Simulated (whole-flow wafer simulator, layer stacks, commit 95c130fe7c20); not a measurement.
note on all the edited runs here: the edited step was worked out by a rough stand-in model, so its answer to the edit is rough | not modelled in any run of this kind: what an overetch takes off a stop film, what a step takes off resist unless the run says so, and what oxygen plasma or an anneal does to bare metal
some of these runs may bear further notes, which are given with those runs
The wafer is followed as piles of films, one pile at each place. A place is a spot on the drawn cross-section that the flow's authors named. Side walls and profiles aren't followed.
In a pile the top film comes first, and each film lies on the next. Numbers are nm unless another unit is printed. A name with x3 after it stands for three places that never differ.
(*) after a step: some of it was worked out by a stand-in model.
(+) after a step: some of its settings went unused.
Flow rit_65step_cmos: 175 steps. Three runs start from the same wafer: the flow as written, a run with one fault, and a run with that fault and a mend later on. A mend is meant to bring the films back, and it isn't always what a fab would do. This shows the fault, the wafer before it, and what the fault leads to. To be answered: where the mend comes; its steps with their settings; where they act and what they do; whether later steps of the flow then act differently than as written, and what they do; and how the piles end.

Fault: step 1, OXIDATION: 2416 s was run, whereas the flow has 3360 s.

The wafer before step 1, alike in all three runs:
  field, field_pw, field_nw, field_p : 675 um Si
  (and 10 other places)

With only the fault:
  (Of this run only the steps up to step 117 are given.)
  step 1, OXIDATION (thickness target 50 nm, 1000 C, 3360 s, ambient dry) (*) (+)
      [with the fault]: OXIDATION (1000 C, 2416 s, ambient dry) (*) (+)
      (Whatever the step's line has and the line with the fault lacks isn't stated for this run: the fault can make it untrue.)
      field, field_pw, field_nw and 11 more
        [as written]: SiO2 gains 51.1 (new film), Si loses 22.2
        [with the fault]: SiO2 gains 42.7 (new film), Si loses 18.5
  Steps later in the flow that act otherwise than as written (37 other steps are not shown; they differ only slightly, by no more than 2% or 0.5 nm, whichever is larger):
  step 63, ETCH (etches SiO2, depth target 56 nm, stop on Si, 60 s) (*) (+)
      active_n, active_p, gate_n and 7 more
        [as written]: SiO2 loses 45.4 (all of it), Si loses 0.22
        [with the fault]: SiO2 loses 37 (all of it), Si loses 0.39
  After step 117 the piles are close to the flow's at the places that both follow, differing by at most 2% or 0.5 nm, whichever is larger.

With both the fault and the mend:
  The mend stands after step 2.
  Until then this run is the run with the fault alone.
  step 2a, ETCH (depth target 49 nm, 21.5 C, 55 s)
      field, field_pw, field_nw and 11 more
        SiO2 loses 42.7 (all of it)
  step 2b, CLEAN (chemistry SC2, 75 C, 600 s)
      field, field_pw, field_nw and 11 more
        chemical SiO2 gains 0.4 (new film), Si loses 0.17
  step 2c, OXIDATION (1000 C, 3360 s, ambient dry) (*) (a further turn of the flow's step 1, with different settings)
      field, field_pw, field_nw and 11 more
        SiO2 gains 51 (new film), chemical SiO2 loses 0.4 (all of it), Si loses 22.3
  Steps later in the flow that act otherwise than as written (18 other steps are not shown; they differ only slightly, by no more than 2% or 0.5 nm, whichever is larger):
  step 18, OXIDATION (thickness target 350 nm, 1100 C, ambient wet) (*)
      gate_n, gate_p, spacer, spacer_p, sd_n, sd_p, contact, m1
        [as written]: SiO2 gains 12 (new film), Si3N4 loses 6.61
        [with the mend]: SiO2 gains 12 (new film), Si3N4 loses 6.61, SiO2 gains 0.03
  At the end the piles are close to the flow's at the places that both follow, differing by at most 2% or 0.5 nm, whichever is larger.
